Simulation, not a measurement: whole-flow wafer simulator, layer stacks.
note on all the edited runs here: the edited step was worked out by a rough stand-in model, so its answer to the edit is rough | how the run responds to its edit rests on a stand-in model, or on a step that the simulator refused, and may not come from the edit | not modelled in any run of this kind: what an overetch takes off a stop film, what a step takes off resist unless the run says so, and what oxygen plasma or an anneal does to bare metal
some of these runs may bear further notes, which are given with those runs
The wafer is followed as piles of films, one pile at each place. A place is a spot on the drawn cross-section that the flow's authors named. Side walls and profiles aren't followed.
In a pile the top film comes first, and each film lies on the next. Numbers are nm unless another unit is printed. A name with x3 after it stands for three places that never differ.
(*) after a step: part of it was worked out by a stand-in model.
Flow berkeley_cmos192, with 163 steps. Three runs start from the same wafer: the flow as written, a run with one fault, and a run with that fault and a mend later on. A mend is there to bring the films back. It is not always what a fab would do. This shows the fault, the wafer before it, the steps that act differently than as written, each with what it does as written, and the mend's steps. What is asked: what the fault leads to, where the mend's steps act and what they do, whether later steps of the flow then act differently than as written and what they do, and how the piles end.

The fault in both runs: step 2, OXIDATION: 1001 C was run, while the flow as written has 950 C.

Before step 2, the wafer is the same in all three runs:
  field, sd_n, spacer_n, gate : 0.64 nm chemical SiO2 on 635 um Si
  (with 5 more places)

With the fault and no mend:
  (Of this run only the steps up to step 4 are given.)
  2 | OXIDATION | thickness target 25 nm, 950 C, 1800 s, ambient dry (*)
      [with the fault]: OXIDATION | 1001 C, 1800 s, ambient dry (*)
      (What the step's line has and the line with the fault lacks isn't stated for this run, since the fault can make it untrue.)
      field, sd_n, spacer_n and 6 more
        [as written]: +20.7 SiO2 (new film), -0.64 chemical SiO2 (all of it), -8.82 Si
        [with the fault]: +32.8 SiO2 (new film), -0.64 chemical SiO2 (all of it), -14.2 Si
  Later steps of the flow acting differently than as written:
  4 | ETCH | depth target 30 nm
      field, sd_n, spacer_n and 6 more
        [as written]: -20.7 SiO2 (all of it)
        [with the fault]: -30 SiO2
  The piles after step 4 differ from the flow's at field, sd_n, spacer_n and 6 more by more than 2% or 0.5 nm, whichever is larger.
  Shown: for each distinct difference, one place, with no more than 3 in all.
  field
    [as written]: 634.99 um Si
    [with the fault]: 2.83 nm SiO2 on 634.99 um Si

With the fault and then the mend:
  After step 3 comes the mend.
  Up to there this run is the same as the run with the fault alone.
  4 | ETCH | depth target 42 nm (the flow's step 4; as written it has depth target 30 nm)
      field, sd_n, spacer_n and 6 more
        -32.8 SiO2 (all of it)
  Every later step of the flow that is run acts as written at every place that is followed.
  When the end is reached, the piles differ only a little from the flow's at the places that both follow, at most by 2% or 0.5 nm, whichever is larger.
